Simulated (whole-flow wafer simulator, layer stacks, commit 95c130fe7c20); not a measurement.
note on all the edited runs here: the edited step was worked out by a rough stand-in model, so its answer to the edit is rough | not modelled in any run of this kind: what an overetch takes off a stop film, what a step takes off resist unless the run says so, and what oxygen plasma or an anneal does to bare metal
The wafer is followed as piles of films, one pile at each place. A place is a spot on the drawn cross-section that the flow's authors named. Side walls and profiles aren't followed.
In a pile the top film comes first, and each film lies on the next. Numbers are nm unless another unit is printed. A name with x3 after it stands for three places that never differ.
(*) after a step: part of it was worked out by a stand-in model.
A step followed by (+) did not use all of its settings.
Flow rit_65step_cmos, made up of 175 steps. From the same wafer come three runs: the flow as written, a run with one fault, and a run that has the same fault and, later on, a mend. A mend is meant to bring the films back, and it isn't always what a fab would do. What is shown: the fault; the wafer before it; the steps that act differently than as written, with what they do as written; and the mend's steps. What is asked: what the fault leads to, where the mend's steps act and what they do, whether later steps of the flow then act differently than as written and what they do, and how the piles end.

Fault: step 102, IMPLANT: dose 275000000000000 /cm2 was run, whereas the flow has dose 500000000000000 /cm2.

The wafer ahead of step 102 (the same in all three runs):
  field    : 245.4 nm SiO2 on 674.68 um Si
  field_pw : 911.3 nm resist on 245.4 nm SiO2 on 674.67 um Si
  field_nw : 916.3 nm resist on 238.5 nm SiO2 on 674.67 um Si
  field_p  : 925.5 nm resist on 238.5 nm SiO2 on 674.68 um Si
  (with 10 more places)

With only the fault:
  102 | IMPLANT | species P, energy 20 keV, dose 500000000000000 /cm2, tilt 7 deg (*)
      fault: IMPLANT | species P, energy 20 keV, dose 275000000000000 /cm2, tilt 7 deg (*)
      acts as it does as written at every place that is followed
  Steps later in the flow that act otherwise than as written (19 other steps are not shown; they differ only slightly, by no more than 2% or 0.5 nm, whichever is larger):
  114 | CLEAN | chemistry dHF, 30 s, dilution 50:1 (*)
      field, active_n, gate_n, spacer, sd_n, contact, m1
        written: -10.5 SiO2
        fault: -9.13 SiO2
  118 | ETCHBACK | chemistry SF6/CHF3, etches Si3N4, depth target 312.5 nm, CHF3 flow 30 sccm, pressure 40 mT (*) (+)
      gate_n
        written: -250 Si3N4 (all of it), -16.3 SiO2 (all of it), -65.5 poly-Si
        fault: -250 Si3N4 (all of it), -17.7 SiO2 (all of it), -62.7 poly-Si
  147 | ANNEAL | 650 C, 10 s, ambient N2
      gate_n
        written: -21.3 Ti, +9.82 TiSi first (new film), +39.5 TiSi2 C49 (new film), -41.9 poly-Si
        fault: -21.5 Ti, +10.4 TiSi first (new film), +39.2 TiSi2 C49 (new film), -42.1 poly-Si
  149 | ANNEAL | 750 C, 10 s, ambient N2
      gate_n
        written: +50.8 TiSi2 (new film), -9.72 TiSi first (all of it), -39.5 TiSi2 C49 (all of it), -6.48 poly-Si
        fault: +51.4 TiSi2 (new film), -10.3 TiSi first (all of it), -39.2 TiSi2 C49 (all of it), -6.88 poly-Si
  By the end, the piles at spacer depart from the flow's by more than 2% or 0.5 nm, whichever is larger.
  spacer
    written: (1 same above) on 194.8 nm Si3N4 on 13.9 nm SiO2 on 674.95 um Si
    fault: (1 same above) on 194.8 nm Si3N4 on 15.3 nm SiO2 on 674.95 um Si

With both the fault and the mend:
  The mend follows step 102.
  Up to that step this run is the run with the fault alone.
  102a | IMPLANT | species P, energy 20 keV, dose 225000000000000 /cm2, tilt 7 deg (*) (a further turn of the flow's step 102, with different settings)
      leaves every film unchanged at each place that is followed
  Every later step of the flow that is run acts as written at every place that is followed.
  By the end, the piles equal the flow's at every place that both follow.
